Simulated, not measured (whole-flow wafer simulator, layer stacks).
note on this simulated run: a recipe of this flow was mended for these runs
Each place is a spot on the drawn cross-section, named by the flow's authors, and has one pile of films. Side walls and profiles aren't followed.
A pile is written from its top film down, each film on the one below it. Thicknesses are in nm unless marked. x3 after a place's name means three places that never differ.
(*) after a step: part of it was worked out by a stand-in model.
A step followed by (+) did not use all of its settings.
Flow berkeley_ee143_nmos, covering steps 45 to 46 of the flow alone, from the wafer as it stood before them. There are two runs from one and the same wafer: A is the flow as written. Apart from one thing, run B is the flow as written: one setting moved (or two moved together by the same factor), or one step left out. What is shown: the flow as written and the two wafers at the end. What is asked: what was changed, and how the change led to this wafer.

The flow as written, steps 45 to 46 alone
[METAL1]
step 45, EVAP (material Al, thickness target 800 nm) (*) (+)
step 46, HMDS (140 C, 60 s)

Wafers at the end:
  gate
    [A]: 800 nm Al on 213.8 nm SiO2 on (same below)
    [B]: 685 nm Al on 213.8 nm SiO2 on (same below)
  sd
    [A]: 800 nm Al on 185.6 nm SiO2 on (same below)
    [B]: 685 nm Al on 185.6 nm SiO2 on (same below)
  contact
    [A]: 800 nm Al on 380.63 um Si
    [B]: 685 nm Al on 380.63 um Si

Cause: step 45, EVAP: thickness target 685 nm was run, though the flow has thickness target 800 nm.
The wafer itself shows it: gate has Al 685, and step 45 as written asks for 800 nm.

How this came from the change, step by step:
  step 45, EVAP (material Al, thickness target 800 nm) (*) (+)
      gate, sd, contact, field: A Al gains 800 (new film) | B Al gains 685 (new film)
